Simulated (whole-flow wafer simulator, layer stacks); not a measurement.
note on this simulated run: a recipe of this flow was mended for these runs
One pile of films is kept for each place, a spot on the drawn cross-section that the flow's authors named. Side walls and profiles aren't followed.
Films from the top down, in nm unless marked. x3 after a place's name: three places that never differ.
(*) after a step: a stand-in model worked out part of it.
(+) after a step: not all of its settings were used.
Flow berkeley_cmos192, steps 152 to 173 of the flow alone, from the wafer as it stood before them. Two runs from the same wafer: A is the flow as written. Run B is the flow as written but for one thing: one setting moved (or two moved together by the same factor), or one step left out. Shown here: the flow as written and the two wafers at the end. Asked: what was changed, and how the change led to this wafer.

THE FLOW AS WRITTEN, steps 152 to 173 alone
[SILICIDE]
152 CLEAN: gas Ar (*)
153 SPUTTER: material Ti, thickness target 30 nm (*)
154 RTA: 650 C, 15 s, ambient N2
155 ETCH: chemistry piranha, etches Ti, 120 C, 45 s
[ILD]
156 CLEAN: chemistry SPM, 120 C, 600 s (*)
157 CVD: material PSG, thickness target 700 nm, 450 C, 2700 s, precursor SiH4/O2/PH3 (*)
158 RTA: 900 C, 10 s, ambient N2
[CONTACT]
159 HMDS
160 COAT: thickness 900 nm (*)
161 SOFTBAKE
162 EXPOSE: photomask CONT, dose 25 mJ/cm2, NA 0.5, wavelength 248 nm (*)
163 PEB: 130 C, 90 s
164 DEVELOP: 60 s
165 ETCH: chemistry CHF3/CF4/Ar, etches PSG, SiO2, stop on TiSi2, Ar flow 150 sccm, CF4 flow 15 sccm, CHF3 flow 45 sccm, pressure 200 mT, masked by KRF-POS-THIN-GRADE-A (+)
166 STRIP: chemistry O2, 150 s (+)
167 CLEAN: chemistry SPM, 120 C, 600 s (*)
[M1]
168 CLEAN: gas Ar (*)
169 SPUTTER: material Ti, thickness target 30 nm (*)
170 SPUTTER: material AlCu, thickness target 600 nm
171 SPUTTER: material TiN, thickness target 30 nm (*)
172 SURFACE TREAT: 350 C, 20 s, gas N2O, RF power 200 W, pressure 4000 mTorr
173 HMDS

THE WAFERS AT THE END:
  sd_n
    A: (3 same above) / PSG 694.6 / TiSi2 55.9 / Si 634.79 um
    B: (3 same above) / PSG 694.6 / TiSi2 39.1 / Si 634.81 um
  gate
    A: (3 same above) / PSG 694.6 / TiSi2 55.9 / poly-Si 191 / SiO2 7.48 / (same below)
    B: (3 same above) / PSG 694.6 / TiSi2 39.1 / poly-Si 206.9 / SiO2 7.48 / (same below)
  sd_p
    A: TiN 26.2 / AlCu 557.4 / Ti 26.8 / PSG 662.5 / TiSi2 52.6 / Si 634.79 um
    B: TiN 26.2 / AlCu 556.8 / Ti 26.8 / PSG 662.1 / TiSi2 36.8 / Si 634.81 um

The cause: step 153, SPUTTER: thickness target 21 nm was run, where the flow has thickness target 30 nm.

How the change led to this, step by step:
  153 SPUTTER: material Ti, thickness target 30 nm (*)
      field, sd_n, spacer_n, gate, spacer_p, gate_p, contact, m1: A Ti +30 (new film) | B Ti +21 (new film)
      sd_p: A Ti +28.2 (new film) | B Ti +19.7 (new film)
  154 RTA: 650 C, 15 s, ambient N2
      sd_n, contact, m1: A Ti -23.4, TiSi first +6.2 (new film), TiSi2 C49 +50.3 (new film), Si -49 | B Ti -16.4, TiSi2 C49 +41.7 (new film), Si -37.2
      gate, gate_p: A Ti -23.4, TiSi first +6.2 (new film), TiSi2 C49 +50.3 (new film), poly-Si -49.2 | B Ti -16.4, TiSi2 C49 +41.7 (new film), poly-Si -37.3
      (and at 1 more place)
  155 ETCH: chemistry piranha, etches Ti, 120 C, 45 s
      sd_n, gate, gate_p, contact, m1: A Ti -6.6 (all of it), TiSi first -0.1 | B Ti -4.62 (all of it), TiSi2 C49 -0.1
      sd_p: A Ti -6.21 (all of it), TiSi first -0.1 | B Ti -4.34 (all of it), TiSi2 C49 -0.11
      (and at 3 more places)
  158 RTA: 900 C, 10 s, ambient N2
      sd_n, contact, m1: A under 1 film: TiSi2 +55.9 (new film), TiSi first -6.09 (all of it), TiSi2 C49 -50.3 (all of it), Si -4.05 | B under 1 film: TiSi2 +39.1 (new film), TiSi2 C49 -41.6 (all of it)
      gate, gate_p: A under 1 film: TiSi2 +55.9 (new film), TiSi first -6.09 (all of it), TiSi2 C49 -50.3 (all of it), poly-Si -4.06 | B under 1 film: TiSi2 +39.1 (new film), TiSi2 C49 -41.6 (all of it)
      (and at 1 more place)
